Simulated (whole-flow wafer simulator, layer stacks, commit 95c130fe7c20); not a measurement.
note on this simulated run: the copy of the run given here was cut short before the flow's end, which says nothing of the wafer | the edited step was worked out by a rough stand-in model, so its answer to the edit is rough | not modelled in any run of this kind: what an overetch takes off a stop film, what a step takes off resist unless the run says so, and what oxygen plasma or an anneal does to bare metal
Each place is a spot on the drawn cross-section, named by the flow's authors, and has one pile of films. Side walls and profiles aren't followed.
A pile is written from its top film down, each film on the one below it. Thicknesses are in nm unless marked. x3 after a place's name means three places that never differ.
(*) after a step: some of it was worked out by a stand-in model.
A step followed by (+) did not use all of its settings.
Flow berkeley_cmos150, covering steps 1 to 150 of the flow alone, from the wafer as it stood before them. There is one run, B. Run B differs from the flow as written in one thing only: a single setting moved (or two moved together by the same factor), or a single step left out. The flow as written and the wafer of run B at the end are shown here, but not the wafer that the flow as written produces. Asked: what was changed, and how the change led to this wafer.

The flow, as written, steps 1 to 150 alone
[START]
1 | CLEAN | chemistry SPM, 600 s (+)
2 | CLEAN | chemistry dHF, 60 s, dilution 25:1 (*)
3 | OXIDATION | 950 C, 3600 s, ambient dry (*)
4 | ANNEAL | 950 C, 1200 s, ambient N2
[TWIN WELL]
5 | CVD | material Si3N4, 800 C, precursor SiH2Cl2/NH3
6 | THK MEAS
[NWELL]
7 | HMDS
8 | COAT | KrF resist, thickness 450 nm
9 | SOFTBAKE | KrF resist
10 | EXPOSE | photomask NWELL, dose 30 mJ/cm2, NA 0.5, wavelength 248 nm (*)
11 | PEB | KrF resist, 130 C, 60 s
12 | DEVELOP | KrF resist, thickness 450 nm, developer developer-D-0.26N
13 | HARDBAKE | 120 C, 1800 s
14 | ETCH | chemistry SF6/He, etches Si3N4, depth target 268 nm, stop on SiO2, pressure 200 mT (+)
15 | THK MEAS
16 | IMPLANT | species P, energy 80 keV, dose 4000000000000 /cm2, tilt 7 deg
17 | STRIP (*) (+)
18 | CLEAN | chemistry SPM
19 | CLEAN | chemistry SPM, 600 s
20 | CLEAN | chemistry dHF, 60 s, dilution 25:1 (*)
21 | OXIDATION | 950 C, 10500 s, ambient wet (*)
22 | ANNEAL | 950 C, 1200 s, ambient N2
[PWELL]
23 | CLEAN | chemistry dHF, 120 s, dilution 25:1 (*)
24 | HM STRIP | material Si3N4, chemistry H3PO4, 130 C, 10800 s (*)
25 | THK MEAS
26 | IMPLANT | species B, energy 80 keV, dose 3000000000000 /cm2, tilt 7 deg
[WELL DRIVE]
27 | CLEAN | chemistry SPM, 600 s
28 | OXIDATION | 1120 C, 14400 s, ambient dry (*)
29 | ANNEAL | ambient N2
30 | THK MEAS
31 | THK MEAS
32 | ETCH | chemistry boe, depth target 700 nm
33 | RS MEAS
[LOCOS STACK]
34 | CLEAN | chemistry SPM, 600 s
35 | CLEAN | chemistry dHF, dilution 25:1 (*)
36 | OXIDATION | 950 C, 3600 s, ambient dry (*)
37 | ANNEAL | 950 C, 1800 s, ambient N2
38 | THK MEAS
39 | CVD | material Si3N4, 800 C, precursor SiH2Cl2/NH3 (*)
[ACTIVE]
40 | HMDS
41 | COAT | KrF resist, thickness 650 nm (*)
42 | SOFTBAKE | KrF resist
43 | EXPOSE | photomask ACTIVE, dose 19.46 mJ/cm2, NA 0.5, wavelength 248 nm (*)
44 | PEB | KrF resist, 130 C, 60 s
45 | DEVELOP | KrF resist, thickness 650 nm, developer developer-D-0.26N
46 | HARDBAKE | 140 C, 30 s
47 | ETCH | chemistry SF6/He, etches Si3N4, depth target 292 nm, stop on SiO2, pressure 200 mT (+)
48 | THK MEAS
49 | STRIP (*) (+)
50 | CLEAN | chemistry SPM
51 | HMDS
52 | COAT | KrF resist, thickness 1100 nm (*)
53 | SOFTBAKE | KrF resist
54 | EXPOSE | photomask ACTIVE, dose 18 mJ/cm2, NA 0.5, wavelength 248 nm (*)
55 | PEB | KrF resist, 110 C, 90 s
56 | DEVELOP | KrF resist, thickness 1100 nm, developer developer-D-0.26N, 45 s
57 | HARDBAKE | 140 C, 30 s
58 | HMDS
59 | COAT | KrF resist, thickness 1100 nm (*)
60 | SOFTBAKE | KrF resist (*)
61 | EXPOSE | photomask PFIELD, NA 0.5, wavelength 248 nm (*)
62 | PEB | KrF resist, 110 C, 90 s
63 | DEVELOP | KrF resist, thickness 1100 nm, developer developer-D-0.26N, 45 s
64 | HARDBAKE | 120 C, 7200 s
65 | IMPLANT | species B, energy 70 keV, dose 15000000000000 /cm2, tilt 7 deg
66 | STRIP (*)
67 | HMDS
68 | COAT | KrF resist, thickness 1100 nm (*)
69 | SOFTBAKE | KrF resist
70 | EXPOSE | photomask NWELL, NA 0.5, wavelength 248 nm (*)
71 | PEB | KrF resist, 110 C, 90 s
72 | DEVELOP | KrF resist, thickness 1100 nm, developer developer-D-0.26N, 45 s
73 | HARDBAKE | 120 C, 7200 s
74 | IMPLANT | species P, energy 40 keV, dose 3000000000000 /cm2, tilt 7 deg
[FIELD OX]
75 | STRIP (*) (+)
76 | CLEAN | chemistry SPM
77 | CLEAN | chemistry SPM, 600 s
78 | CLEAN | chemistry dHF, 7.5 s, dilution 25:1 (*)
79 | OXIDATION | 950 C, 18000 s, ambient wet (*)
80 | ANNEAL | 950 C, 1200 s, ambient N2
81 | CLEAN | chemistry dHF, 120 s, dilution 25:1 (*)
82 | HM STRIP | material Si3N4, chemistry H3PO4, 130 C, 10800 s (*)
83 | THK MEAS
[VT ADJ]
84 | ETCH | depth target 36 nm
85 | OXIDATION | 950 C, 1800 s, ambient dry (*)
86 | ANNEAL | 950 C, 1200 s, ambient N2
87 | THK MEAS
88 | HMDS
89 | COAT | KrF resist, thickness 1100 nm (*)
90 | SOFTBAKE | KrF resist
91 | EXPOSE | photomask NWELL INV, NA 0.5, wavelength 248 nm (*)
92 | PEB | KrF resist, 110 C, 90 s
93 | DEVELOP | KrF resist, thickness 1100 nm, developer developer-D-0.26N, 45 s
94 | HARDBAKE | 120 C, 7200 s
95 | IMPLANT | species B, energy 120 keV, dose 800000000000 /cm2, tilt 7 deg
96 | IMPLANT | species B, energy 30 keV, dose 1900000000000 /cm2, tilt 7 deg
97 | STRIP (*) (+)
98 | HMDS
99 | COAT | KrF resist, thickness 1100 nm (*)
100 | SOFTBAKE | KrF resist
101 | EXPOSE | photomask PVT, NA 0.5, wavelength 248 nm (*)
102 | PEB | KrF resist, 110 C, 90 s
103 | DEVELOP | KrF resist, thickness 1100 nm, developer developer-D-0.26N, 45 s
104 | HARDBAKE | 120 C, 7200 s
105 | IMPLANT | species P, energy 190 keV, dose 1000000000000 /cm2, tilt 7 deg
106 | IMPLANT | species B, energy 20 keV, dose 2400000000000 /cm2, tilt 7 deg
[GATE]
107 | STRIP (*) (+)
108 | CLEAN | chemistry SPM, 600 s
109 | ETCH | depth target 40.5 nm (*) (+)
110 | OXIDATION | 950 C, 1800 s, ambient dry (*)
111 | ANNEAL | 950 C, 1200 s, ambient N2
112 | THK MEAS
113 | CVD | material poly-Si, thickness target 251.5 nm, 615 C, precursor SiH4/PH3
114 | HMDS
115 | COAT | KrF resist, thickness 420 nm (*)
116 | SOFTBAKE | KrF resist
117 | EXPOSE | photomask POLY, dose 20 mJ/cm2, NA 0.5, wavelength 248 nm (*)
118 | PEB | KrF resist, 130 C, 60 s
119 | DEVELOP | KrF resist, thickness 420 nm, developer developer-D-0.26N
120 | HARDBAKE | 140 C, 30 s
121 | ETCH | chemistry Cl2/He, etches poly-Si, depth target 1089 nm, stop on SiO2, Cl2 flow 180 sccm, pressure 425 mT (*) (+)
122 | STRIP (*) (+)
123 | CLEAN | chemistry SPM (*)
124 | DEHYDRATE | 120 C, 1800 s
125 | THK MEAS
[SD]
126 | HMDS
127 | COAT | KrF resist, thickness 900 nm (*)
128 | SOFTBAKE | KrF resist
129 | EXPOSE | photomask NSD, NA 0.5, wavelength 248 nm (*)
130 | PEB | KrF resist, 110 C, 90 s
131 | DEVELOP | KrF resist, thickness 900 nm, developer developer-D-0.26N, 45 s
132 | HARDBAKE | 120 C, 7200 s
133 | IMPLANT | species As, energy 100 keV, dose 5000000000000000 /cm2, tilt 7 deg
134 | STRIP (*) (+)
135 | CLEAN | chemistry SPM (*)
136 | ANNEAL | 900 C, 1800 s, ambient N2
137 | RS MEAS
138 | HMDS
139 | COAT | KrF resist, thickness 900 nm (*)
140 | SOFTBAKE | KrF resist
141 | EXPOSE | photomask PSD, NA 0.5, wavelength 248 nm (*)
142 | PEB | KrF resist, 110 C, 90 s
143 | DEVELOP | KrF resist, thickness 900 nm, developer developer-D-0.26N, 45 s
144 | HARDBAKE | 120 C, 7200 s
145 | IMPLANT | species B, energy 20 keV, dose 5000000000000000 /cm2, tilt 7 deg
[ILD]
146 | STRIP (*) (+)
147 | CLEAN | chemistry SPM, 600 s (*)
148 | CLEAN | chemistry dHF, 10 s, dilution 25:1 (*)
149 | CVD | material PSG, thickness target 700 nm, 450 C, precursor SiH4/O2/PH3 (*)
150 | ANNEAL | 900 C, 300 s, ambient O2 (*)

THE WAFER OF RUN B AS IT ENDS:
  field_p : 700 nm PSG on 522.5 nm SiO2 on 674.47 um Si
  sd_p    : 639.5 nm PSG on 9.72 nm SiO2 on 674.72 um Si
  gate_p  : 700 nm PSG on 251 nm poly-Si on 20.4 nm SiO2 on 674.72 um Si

The reason: step 21, OXIDATION: 9450 s was run, whereas the flow has 10500 s.

Step by step, how the change led to this:
  21 | OXIDATION | 950 C, 10500 s, ambient wet (*)
      field, sd_n, gate_n, contact, m1: +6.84 SiO2 (new film), -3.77 Si3N4 (in the flow as written it would be: +7.45 SiO2 (new film), -4.11 Si3N4)
      field_p, sd_p, gate_p: +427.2 SiO2, -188 Si (in the flow as written it would be: +461.2 SiO2, -202.9 Si)
  23 | CLEAN | chemistry dHF, 120 s, dilution 25:1 (*)
      field, sd_n, gate_n, contact, m1: -6.84 SiO2 (all of it), -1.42 Si3N4 (in the flow as written it would be: -7.45 SiO2 (all of it), -1.36 Si3N4)
  28 | OXIDATION | 1120 C, 14400 s, ambient dry (*)
      field_p, sd_p, gate_p: +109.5 SiO2, -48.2 Si (in the flow as written it would be: +103.6 SiO2, -45.6 Si)
  32 | ETCH | chemistry boe, depth target 700 nm
      field_p, sd_p, gate_p: -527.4 SiO2 (all of it) (in the flow as written it would be: -555.5 SiO2 (all of it))
  41 | COAT | KrF resist, thickness 650 nm (*)
      field: +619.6 KrF resist (new film) (in the flow as written it would be: +646.4 KrF resist (new film))
  45 | DEVELOP | KrF resist, thickness 650 nm, developer developer-D-0.26N
      field: -618.7 KrF resist (all of it) (in the flow as written it would be: -645.4 KrF resist (all of it))
